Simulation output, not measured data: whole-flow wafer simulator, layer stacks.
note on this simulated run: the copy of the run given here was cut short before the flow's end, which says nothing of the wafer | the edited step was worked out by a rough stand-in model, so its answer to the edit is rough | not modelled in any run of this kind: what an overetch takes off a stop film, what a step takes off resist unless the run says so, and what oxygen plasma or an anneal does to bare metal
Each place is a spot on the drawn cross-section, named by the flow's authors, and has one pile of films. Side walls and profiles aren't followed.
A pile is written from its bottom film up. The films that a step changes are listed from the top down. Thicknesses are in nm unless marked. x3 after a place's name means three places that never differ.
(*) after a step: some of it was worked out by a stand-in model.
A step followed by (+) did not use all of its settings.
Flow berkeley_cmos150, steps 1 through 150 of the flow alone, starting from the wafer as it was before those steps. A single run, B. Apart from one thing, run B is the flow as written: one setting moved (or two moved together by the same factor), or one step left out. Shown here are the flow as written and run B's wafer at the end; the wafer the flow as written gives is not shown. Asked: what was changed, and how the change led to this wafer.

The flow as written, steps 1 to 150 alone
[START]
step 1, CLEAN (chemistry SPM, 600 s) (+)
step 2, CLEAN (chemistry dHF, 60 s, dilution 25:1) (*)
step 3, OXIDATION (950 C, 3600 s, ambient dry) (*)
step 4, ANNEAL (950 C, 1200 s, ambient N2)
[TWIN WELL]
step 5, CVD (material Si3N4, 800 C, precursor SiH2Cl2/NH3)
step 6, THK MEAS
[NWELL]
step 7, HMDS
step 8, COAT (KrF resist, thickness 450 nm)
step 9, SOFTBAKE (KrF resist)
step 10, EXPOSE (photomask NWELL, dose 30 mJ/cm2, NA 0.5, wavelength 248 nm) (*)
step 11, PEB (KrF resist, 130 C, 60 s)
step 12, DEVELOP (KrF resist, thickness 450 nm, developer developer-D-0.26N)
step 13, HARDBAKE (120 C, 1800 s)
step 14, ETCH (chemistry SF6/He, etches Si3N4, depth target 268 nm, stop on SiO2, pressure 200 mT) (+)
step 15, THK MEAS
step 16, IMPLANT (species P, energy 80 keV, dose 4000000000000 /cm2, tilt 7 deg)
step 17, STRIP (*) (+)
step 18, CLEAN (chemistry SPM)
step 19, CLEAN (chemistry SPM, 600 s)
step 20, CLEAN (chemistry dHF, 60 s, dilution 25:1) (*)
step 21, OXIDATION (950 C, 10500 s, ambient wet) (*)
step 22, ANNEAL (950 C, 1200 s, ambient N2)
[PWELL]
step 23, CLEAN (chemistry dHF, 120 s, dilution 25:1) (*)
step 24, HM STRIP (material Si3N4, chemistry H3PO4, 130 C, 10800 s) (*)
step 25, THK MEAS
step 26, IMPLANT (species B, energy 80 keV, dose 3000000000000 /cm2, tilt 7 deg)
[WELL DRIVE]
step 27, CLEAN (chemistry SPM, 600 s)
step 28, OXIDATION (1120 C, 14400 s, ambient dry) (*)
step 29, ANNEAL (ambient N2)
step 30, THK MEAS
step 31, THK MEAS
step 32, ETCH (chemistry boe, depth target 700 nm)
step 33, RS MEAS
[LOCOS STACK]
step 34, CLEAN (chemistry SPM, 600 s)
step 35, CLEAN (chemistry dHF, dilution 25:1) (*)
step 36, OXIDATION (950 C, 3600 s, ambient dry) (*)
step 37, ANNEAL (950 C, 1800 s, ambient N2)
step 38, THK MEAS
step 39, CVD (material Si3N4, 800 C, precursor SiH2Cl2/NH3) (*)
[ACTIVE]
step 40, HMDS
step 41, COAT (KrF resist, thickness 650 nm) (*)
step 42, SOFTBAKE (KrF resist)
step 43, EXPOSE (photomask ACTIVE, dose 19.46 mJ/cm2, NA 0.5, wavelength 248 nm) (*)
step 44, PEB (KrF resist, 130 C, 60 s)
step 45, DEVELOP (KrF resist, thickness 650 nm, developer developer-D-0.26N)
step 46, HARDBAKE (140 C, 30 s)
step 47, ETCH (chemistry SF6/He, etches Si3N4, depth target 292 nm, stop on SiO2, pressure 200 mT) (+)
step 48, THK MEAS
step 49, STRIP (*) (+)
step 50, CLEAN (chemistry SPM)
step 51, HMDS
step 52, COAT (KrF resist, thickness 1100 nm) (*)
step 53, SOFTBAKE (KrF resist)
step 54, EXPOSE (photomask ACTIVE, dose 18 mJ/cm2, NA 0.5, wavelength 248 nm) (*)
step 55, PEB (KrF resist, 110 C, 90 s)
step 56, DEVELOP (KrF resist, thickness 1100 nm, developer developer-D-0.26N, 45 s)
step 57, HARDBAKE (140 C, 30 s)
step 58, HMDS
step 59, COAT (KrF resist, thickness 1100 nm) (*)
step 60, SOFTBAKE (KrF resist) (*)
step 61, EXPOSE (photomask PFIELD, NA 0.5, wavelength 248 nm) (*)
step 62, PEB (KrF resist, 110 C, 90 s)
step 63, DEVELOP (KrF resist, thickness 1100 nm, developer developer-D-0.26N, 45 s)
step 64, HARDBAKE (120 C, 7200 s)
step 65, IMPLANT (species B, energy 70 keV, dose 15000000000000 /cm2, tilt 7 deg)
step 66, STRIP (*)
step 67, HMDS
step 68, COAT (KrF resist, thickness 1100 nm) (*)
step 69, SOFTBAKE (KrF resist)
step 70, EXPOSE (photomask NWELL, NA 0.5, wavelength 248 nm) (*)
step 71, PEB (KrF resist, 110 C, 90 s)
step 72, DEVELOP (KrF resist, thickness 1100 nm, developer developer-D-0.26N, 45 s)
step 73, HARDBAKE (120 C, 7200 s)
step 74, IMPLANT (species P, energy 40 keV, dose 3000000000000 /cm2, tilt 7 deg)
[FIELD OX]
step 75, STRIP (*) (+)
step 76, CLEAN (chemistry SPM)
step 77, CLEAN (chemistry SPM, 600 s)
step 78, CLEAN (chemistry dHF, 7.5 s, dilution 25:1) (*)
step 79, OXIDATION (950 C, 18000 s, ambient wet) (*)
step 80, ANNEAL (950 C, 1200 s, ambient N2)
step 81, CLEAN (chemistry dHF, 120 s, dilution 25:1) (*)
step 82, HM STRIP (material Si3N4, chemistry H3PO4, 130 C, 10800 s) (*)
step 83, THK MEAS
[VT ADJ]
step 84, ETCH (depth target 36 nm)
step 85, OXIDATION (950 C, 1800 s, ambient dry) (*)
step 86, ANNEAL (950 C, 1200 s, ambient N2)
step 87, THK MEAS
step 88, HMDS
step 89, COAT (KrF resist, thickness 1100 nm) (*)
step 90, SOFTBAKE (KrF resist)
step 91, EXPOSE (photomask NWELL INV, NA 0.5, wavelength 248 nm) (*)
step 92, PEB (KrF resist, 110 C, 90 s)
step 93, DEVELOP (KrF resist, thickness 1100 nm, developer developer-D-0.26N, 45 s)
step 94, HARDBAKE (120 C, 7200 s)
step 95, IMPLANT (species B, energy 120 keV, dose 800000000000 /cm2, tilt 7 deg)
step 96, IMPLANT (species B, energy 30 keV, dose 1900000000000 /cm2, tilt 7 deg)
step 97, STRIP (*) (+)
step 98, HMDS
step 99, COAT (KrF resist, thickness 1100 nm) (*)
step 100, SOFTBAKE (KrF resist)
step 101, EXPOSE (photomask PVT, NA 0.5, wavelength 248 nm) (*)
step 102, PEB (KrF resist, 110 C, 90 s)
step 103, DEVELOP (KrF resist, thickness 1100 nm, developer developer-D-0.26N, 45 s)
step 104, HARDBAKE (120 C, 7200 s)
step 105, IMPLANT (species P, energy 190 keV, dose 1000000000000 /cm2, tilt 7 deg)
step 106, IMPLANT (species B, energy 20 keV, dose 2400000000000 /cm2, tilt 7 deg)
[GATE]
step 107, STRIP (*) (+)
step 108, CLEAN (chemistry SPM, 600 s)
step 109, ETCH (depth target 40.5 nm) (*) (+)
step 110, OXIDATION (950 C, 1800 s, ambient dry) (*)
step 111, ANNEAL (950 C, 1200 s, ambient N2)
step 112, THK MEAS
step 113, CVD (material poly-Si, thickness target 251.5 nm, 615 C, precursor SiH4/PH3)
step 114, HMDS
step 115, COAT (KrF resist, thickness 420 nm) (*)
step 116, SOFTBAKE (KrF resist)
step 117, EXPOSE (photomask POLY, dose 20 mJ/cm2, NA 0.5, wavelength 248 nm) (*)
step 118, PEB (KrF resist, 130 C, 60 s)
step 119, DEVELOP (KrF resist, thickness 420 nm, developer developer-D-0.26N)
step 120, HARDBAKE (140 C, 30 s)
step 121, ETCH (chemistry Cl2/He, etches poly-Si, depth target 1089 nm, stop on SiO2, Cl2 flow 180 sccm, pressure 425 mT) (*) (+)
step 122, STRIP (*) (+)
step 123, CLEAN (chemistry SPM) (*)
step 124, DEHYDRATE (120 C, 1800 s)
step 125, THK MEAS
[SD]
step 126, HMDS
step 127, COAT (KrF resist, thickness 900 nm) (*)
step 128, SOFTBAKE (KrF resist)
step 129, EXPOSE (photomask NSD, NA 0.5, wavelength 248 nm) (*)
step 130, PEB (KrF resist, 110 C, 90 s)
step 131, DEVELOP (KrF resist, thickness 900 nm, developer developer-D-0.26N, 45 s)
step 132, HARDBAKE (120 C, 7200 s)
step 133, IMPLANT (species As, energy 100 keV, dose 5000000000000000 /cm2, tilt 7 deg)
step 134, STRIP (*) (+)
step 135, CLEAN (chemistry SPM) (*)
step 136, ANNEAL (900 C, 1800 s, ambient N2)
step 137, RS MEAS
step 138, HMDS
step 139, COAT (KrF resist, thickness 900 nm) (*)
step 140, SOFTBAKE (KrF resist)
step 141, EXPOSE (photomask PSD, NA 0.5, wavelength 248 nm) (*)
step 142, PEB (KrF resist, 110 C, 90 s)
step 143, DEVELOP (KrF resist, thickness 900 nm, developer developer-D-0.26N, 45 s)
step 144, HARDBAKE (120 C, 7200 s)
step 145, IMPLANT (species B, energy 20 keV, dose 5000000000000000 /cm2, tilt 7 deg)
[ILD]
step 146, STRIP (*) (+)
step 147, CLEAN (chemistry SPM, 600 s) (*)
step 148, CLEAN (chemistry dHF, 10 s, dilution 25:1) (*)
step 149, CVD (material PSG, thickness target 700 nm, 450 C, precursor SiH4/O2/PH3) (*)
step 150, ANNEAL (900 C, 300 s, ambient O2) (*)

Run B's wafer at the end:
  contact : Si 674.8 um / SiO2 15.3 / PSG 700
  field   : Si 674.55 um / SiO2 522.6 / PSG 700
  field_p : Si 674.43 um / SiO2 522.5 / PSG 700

What caused this: step 28, OXIDATION: 23040 s was run, whereas the flow has 14400 s.

The path from the change to this, step by step:
  step 28, OXIDATION (1120 C, 14400 s, ambient dry) (*)
      field, sd_n, gate_n, contact, m1: +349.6 SiO2, -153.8 Si (it would be, as written: +261.5 SiO2, -115.1 Si)
      field_p, sd_p, gate_p: +158.2 SiO2, -69.6 Si (it would be, as written: +103.6 SiO2, -45.6 Si)
  step 32, ETCH (chemistry boe, depth target 700 nm)
      field, sd_n, gate_n, contact, m1: -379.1 SiO2 (all of it) (it would be, as written: -291.1 SiO2 (all of it))
      field_p, sd_p, gate_p: -610.1 SiO2 (all of it) (it would be, as written: -555.5 SiO2 (all of it))
  step 41, COAT (KrF resist, thickness 650 nm) (*)
      field: +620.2 KrF resist (new film) (it would be, as written: +646.4 KrF resist (new film))
  step 45, DEVELOP (KrF resist, thickness 650 nm, developer developer-D-0.26N)
      field: -619.2 KrF resist (all of it) (it would be, as written: -645.4 KrF resist (all of it))
